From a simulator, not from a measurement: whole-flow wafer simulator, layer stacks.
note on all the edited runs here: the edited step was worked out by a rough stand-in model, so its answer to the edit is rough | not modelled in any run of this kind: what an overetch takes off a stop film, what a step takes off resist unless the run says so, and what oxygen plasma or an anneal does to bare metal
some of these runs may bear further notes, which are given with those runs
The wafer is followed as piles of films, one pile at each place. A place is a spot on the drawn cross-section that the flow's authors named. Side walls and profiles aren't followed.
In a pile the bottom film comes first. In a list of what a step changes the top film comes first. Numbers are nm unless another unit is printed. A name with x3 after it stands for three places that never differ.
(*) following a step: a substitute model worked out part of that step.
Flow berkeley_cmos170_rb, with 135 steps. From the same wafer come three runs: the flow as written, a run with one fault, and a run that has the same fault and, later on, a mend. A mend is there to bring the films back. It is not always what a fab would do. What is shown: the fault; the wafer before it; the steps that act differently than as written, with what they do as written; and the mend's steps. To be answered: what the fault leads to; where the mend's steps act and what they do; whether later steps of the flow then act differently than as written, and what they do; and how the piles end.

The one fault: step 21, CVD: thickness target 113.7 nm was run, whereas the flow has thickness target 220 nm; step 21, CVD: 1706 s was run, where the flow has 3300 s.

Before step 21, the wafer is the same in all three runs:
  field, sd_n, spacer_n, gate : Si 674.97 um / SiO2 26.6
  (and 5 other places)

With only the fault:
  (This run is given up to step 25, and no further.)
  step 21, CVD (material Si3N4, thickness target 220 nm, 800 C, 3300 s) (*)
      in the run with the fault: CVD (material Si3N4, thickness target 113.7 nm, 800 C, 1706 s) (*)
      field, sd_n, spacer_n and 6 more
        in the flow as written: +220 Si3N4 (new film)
        in the run with the fault: +113.7 Si3N4 (new film)
  Later steps of the flow up to step 25 that are run all act as written at every place that is followed.
  Once step 25 is done, the piles at field, sd_n, spacer_n and 6 more depart from the flow's by more than 2% or 0.5 nm, whichever is larger.
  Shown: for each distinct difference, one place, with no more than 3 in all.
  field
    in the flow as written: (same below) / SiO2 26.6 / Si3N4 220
    in the run with the fault: (same below) / SiO2 26.6 / Si3N4 113.7
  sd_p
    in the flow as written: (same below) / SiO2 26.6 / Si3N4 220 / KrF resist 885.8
    in the run with the fault: (same below) / SiO2 26.6 / Si3N4 113.7 / KrF resist 885.8

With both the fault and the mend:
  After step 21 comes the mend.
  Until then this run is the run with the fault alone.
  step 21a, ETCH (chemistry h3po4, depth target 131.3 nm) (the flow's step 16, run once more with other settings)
      field, sd_n, spacer_n and 6 more
        -113.7 Si3N4 (all of it)
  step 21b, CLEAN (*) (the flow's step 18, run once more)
      leaves every film unchanged at each place that is followed
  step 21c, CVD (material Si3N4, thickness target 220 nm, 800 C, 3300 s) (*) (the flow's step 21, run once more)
      field, sd_n, spacer_n and 6 more
        +220 Si3N4 (new film)
  Later steps of the flow that are run all act as written at every place that is followed.
  The piles end the same as the flow's at every place that both follow.
